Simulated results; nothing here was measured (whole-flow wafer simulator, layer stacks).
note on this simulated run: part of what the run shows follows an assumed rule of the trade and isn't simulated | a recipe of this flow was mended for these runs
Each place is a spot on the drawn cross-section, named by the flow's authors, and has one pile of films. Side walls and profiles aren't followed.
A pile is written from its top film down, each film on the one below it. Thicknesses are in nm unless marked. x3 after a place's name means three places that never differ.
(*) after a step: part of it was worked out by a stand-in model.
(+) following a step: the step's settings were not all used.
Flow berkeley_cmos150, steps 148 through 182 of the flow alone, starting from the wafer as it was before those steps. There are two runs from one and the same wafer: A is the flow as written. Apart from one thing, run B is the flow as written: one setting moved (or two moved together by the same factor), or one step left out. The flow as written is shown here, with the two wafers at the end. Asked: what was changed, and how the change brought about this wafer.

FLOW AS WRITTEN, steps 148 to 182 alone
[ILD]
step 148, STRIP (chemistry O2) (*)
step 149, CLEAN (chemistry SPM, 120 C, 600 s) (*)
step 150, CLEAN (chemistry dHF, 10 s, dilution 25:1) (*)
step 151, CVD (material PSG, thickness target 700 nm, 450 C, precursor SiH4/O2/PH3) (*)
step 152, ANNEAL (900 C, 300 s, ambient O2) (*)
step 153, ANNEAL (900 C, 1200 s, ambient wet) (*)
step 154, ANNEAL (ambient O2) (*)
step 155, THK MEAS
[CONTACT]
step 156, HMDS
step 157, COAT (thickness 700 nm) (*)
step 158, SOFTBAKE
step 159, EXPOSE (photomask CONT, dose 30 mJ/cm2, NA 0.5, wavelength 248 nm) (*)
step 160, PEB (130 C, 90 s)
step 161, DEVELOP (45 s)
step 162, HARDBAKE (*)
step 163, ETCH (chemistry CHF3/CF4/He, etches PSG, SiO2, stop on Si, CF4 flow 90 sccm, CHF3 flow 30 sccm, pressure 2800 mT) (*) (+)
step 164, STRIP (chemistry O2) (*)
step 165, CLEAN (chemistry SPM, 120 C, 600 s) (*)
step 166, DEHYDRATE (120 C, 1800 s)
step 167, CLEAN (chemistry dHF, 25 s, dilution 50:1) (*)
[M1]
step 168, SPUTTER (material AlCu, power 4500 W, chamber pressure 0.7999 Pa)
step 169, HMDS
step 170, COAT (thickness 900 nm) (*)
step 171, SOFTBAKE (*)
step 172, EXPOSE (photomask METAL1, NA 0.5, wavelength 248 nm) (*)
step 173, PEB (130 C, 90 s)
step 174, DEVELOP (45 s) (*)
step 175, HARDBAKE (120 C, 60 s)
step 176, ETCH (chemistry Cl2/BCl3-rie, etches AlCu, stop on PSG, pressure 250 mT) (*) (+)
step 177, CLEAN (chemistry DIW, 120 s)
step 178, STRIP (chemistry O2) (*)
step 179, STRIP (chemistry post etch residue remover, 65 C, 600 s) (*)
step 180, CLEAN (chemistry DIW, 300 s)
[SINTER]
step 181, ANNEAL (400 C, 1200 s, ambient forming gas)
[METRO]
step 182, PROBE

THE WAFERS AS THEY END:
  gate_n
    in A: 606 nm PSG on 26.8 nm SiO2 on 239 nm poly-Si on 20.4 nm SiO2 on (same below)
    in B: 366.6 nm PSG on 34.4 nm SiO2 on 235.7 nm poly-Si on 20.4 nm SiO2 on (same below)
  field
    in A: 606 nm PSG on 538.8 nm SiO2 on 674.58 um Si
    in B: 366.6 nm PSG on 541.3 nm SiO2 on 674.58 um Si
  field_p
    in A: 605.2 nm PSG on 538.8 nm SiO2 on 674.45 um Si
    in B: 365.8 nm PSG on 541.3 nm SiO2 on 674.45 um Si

What caused this: step 151, CVD: thickness target 448 nm was run, though the flow has thickness target 700 nm.

How this came from the change, step by step:
  step 151, CVD (material PSG, thickness target 700 nm, 450 C, precursor SiH4/O2/PH3) (*)
      field, field_p, sd_n, gate_n, gate_p, contact, m1: A +700 PSG (new film) | B +448 PSG (new film)
      sd_p: A +639.5 PSG (new film) | B +413.9 PSG (new film)
  step 153, ANNEAL (900 C, 1200 s, ambient wet) (*)
      sd_n, contact, m1: A -35 PSG, +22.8 SiO2, -10 Si | B -22.4 PSG, +28 SiO2, -12.3 Si
      field, field_p: A -35 PSG, +16.3 SiO2, -7.15 Si | B -22.4 PSG, +18.8 SiO2, -8.27 Si
      (as well as at 3 more places)
  step 157, COAT (thickness 700 nm) (*)
      sd_p: A +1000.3 KrF-resist (new film) | B +959.3 KrF-resist (new film)
  step 163, ETCH (chemistry CHF3/CF4/He, etches PSG, SiO2, stop on Si, CF4 flow 90 sccm, CHF3 flow 30 sccm, pressure 2800 mT) (*) (+)
      field, field_p, sd_n, gate_n, sd_p, gate_p, m1: A -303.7 KrF-resist | B -220 KrF-resist
      contact: A -665 PSG (all of it), -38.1 SiO2 (all of it), -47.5 Si | B -425.6 PSG (all of it), -43.3 SiO2 (all of it), -47.5 Si
  step 164, STRIP (chemistry O2) (*)
      field: A -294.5 KrF-resist (all of it) | B -374.5 KrF-resist (all of it)
      field_p: A -397.1 KrF-resist (all of it) | B -474.3 KrF-resist (all of it)
      (as well as at 5 more places)
  step 168, SPUTTER (material AlCu, power 4500 W, chamber pressure 0.7999 Pa)
      sd_p: A +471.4 AlCu (new film) | B +485.9 AlCu (new film)
      contact: A +443.6 AlCu (new film) | B +504.1 AlCu (new film)
  step 170, COAT (thickness 900 nm) (*)
      field: A +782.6 thick-KrF-resist (new film) | B +798.9 thick-KrF-resist (new film)
      sd_p: A +1400.4 thick-KrF-resist (new film) | B +1363.1 thick-KrF-resist (new film)
      (as well as at 2 more places)
  step 173, PEB (130 C, 90 s)
      contact: A -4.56 thick-KrF-resist | B -3.86 thick-KrF-resist
  step 174, DEVELOP (45 s) (*)
      field: A -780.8 thick-KrF-resist (all of it), -10 AlCu | B -797.1 thick-KrF-resist (all of it), -10 AlCu
      sd_p: A -1396.9 thick-KrF-resist (all of it), -10 AlCu | B -1359.6 thick-KrF-resist (all of it), -10 AlCu
  step 175, HARDBAKE (120 C, 60 s)
      contact: A -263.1 thick-KrF-resist | B -228.7 thick-KrF-resist
      m1: A -148.2 thick-KrF-resist | B -151.9 thick-KrF-resist
  step 176, ETCH (chemistry Cl2/BCl3-rie, etches AlCu, stop on PSG, pressure 250 mT) (*) (+)
      sd_p: A -461.4 AlCu (all of it), -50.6 PSG | B -475.9 AlCu (all of it), -48.8 PSG
  step 178, STRIP (chemistry O2) (*)
      contact: A -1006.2 thick-KrF-resist (all of it) | B -816.6 thick-KrF-resist (all of it)
      m1: A -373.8 thick-KrF-resist (all of it) | B -394.3 thick-KrF-resist (all of it)
